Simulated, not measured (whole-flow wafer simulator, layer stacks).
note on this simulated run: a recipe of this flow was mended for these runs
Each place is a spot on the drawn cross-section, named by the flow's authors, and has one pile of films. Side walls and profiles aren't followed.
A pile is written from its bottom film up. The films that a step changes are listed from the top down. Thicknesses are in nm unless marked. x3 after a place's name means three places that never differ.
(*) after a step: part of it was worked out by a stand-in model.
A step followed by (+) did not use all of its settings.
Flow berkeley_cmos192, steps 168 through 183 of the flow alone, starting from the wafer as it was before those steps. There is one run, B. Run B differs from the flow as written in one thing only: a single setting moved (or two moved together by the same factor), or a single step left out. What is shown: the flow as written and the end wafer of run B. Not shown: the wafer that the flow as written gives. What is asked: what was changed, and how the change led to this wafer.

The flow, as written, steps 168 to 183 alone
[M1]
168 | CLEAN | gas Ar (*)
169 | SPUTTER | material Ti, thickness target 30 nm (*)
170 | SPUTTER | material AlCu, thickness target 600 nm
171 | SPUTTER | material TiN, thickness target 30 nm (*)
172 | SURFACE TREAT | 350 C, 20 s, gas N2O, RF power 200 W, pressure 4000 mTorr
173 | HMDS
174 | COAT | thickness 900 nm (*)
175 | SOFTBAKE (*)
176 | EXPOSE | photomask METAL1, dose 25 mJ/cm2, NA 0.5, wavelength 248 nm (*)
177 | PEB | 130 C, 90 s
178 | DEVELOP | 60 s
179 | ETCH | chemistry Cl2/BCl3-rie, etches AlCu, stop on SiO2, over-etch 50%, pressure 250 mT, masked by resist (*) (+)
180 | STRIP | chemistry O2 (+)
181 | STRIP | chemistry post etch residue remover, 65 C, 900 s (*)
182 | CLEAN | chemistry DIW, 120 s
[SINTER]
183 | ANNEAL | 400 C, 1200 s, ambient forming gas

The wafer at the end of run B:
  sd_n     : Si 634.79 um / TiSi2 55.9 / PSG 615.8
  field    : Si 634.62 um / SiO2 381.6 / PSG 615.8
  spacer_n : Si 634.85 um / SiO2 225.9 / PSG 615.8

The reason: step 170, SPUTTER: thickness target 300 nm was run, whereas the flow has thickness target 600 nm.

The path from the change to this, step by step:
  170 | SPUTTER | material AlCu, thickness target 600 nm
      field, sd_n, spacer_n, gate, spacer_p, gate_p, m1: AlCu gains 300 (new film) (it would be, as written: AlCu gains 600 (new film))
      sd_p: AlCu gains 272 (new film) (it would be, as written: AlCu gains 557.4 (new film))
      (as well as at 1 more place)
  171 | SPUTTER | material TiN, thickness target 30 nm (*)
      contact: TiN gains 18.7 (new film) (it would be, as written: TiN gains 16 (new film))
  174 | COAT | thickness 900 nm (*)
      contact: KrF-resist gains 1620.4 (new film) (it would be, as written: KrF-resist gains 1717.4 (new film))
  179 | ETCH | chemistry Cl2/BCl3-rie, etches AlCu, stop on SiO2, over-etch 50%, pressure 250 mT, masked by resist (*) (+)
      field, sd_n, spacer_n, gate, spacer_p, gate_p: TiN loses 30 (all of it), AlCu loses 300 (all of it), Ti loses 30 (all of it), PSG loses 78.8 (it would be, as written: TiN loses 30 (all of it), AlCu loses 600 (all of it), Ti loses 30 (all of it), PSG loses 41.2)
      sd_p: TiN loses 26.5 (all of it), AlCu loses 272 (all of it), Ti loses 26.8 (all of it), PSG loses 83.1 (it would be, as written: TiN loses 26.2 (all of it), AlCu loses 557.4 (all of it), Ti loses 26.8 (all of it), PSG loses 47.4)
  180 | STRIP | chemistry O2 (+)
      contact: KrF-resist loses 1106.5 (all of it) (it would be, as written: KrF-resist loses 1203.2 (all of it))
